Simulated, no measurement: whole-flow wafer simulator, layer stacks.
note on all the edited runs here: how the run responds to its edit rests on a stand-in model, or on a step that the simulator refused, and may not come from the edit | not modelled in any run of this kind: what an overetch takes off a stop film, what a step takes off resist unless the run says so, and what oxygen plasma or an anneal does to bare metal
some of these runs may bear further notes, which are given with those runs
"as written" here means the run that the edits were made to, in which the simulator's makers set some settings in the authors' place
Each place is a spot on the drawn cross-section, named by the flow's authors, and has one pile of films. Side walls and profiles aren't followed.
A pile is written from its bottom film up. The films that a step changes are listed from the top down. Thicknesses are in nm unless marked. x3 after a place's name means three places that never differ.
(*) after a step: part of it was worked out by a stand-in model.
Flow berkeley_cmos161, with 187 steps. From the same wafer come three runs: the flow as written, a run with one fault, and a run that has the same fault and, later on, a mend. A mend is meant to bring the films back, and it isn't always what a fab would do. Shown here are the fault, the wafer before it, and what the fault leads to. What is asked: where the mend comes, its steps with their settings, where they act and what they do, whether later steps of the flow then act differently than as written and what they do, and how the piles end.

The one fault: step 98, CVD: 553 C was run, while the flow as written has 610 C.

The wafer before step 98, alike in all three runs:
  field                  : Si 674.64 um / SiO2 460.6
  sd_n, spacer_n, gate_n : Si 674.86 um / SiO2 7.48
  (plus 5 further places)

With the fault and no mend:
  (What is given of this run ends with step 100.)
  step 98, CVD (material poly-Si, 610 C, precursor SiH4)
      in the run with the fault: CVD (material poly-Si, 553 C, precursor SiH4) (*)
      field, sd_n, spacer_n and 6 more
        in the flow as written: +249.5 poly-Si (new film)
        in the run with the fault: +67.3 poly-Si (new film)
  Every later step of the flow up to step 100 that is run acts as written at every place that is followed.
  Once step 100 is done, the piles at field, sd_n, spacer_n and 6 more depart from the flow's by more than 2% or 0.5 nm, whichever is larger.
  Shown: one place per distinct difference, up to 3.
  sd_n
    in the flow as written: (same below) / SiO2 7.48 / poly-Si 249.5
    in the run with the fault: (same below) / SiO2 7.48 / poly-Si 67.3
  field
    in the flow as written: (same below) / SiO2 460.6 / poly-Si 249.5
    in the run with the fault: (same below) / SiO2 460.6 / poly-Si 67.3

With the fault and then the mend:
  The mend stands after step 100.
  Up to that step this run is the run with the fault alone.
  step 100a, CVD (material poly-Si, 610 C, precursor SiH4) (*) (the flow's step 98 again, with other settings that aren't printed)
      field, sd_n, spacer_n and 6 more
        +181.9 poly-Si
  Every later step of the flow that is run acts as written, at every place that is followed, to within 2% or 0.5 nm, whichever is larger.
  The piles end only slightly different from the flow's at the places that both follow, by no more than 2% or 0.5 nm, whichever is larger.
